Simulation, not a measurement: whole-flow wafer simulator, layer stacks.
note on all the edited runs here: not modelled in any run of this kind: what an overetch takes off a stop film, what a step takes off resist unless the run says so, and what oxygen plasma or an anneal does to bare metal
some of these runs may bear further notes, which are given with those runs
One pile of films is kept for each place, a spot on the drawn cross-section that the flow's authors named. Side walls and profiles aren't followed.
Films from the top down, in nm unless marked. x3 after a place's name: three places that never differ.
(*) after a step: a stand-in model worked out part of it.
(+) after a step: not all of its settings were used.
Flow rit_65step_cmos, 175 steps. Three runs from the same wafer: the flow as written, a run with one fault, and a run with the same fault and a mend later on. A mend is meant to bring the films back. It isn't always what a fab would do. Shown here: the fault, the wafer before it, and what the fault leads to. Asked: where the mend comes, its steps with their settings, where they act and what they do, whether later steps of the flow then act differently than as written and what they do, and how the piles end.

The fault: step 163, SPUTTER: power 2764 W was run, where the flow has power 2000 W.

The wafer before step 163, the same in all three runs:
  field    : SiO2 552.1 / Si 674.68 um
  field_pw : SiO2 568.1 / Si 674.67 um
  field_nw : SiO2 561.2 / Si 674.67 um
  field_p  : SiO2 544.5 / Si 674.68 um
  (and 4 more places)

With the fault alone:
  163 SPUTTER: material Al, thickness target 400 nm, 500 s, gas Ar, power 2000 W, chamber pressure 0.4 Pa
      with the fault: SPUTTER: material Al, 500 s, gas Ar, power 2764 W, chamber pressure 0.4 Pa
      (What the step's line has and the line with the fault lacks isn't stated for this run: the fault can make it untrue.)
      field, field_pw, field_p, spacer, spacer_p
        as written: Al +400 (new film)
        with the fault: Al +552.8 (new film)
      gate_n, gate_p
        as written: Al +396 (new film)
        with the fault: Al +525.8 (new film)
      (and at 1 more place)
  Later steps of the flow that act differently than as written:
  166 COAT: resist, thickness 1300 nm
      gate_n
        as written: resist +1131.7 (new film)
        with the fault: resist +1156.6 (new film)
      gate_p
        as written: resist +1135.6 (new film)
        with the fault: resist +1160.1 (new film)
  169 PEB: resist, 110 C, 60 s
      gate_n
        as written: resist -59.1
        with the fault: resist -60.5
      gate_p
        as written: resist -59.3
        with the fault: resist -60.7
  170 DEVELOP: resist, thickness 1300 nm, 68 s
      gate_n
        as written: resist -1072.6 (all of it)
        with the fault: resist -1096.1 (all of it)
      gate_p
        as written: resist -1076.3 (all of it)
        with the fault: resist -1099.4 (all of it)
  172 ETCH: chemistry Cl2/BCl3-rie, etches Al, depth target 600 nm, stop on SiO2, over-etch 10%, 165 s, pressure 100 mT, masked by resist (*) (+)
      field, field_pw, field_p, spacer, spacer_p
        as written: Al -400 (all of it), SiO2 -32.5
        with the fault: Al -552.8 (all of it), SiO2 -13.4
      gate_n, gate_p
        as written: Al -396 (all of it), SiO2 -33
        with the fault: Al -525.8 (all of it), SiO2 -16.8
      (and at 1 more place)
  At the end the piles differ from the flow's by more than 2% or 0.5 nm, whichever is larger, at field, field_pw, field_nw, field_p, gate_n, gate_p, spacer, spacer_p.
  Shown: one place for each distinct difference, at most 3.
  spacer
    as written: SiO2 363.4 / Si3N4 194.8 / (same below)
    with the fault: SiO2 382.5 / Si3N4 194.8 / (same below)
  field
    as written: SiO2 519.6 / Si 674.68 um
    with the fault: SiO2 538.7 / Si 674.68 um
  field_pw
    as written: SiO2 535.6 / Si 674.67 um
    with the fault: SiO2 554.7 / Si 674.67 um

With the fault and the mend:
  The mend comes after step 164.
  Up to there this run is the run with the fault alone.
  164a ETCH: chemistry al pan, depth target 631.7 nm
      field, field_pw, field_nw, field_p, spacer, spacer_p
        Al -552.8 (all of it)
      gate_n, gate_p
        Al -525.8 (all of it)
  164b SPUTTER: material Al, thickness target 400 nm, 500 s, gas Ar, power 2000 W, chamber pressure 0.4 Pa (the flow's step 163 once more)
      field, field_pw, field_p, spacer, spacer_p
        Al +400 (new film)
      gate_n, gate_p
        Al +396 (new film)
      field_nw
        Al +397.2 (new film)
  No later step of the flow acts differently than as written at any place that is followed.
  At the end the piles are the same as the flow's at every place that both follow.
